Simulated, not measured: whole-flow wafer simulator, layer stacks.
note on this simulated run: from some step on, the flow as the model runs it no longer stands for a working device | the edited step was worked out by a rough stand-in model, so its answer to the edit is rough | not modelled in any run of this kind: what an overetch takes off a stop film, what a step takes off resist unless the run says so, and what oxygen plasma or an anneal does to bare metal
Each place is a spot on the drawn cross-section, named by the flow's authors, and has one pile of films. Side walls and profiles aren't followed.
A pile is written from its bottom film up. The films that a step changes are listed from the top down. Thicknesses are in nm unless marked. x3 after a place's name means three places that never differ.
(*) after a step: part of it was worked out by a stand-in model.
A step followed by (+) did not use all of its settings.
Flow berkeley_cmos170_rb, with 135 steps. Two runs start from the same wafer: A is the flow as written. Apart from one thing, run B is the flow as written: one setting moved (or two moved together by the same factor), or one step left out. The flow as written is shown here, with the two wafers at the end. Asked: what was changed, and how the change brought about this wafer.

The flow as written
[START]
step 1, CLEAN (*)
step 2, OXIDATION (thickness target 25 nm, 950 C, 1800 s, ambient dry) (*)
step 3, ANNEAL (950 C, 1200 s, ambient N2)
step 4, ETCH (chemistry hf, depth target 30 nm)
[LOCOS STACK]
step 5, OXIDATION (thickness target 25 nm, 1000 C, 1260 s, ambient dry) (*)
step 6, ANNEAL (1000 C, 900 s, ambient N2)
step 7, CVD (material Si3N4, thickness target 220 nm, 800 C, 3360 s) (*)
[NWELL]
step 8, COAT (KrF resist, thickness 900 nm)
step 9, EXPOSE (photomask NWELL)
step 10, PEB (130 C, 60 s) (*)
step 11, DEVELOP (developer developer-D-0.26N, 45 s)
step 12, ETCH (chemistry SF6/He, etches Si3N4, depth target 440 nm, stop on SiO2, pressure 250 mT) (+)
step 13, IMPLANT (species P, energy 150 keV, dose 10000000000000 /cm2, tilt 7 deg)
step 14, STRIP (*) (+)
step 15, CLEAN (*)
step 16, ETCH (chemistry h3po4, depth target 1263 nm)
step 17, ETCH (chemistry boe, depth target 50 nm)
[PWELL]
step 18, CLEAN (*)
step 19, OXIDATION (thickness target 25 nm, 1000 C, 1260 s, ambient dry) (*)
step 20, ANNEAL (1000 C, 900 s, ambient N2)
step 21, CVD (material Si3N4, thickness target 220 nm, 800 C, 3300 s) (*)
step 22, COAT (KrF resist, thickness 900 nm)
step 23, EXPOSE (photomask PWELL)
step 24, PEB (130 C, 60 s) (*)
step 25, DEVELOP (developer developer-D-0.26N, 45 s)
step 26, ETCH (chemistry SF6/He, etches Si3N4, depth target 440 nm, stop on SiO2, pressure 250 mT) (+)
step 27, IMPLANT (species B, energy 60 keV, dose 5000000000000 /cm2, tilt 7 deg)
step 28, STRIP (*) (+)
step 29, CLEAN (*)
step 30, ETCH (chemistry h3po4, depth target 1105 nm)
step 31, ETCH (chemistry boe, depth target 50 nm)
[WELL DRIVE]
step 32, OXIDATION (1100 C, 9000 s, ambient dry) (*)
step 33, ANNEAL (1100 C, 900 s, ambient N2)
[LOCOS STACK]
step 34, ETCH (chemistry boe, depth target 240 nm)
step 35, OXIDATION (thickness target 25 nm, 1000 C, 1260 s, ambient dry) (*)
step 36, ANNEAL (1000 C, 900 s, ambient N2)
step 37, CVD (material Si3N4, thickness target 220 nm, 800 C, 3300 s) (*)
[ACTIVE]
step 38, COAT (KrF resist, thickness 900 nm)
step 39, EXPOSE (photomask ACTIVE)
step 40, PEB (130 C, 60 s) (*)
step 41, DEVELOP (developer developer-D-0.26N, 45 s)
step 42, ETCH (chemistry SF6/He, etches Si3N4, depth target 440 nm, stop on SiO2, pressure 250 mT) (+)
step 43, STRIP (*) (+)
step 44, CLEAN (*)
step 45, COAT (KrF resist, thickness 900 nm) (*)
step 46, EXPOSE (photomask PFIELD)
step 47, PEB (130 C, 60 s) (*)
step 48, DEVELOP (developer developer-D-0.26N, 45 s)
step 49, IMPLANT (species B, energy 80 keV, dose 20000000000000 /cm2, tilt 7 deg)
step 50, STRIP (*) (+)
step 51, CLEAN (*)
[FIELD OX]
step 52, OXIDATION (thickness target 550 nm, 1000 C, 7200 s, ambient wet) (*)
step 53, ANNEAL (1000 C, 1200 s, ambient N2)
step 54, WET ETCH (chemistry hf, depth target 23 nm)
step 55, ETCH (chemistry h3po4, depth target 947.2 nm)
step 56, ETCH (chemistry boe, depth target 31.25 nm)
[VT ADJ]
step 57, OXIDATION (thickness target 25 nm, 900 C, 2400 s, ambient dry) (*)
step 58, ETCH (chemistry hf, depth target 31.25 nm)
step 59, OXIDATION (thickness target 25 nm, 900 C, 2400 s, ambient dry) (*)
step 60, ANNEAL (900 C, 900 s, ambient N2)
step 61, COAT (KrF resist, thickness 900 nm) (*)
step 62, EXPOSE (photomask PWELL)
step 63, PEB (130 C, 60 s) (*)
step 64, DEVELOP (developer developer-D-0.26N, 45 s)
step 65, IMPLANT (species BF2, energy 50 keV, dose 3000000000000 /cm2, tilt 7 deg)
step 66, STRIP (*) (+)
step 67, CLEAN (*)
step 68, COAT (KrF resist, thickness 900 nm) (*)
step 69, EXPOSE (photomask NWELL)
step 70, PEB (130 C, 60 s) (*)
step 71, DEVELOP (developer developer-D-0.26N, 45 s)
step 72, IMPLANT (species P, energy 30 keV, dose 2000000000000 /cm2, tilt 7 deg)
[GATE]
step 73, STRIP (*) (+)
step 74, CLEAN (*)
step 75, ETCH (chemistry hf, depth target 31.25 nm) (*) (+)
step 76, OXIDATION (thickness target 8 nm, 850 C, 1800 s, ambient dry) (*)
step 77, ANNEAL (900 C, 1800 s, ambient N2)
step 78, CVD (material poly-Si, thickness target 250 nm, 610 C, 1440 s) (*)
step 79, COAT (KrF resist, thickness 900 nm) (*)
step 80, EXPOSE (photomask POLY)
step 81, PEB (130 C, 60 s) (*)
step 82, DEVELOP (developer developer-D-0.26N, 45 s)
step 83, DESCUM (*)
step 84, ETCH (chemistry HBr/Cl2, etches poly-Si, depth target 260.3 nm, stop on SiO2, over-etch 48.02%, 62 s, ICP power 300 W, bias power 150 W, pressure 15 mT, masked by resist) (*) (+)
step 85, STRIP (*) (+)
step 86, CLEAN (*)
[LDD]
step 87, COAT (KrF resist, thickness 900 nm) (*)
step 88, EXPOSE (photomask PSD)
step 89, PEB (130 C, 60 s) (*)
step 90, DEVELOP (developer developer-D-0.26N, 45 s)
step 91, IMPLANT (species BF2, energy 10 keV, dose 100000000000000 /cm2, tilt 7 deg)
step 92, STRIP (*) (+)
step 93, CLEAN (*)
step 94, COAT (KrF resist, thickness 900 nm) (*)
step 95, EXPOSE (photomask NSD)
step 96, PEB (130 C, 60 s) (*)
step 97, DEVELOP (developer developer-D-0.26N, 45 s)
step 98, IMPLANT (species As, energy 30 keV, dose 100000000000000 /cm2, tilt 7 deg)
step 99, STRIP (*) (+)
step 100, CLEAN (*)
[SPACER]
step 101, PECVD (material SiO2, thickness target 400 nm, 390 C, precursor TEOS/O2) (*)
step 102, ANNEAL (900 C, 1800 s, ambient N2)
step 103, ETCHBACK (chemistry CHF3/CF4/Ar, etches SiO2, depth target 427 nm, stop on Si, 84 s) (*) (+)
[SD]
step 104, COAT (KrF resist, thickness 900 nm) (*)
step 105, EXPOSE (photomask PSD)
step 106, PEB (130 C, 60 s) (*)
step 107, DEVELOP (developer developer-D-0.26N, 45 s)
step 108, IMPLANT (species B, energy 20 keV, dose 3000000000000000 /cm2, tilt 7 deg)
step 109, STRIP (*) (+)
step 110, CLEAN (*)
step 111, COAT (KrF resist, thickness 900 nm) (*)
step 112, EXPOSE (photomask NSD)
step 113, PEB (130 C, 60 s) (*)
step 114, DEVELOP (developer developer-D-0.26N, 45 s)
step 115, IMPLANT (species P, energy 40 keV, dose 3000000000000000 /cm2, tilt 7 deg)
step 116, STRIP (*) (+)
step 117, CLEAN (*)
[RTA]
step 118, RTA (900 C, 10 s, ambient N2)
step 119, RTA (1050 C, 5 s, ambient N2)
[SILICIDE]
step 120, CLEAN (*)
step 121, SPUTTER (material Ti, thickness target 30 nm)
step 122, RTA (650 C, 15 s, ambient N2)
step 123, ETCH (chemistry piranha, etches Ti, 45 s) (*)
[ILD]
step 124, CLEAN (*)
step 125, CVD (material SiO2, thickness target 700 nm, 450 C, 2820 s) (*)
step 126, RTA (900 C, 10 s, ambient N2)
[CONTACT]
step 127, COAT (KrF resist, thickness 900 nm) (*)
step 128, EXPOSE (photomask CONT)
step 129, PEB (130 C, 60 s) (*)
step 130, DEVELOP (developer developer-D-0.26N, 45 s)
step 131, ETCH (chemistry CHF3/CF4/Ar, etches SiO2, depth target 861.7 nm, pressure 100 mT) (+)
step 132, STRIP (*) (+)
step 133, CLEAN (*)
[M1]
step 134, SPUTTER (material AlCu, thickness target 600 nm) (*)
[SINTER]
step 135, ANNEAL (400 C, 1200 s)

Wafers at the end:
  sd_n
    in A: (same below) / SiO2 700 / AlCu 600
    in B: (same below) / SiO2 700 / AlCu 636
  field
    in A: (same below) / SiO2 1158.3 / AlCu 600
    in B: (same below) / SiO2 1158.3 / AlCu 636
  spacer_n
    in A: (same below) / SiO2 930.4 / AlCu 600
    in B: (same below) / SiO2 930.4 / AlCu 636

What caused this: step 134, SPUTTER: thickness target 636 nm was run, though the flow has thickness target 600 nm.
The wafer lets one read it off: sd_n has AlCu 636, and step 134 as written asks for 600 nm.

How this came from the change, step by step:
  step 134, SPUTTER (material AlCu, thickness target 600 nm) (*)
      field, sd_n, spacer_n, gate, spacer_p, gate_p, m1: A AlCu gains 600 (new film) | B AlCu gains 636 (new film)
      sd_p: A AlCu gains 545.9 (new film) | B AlCu gains 580.4 (new film)
      (as well as at 1 more place)
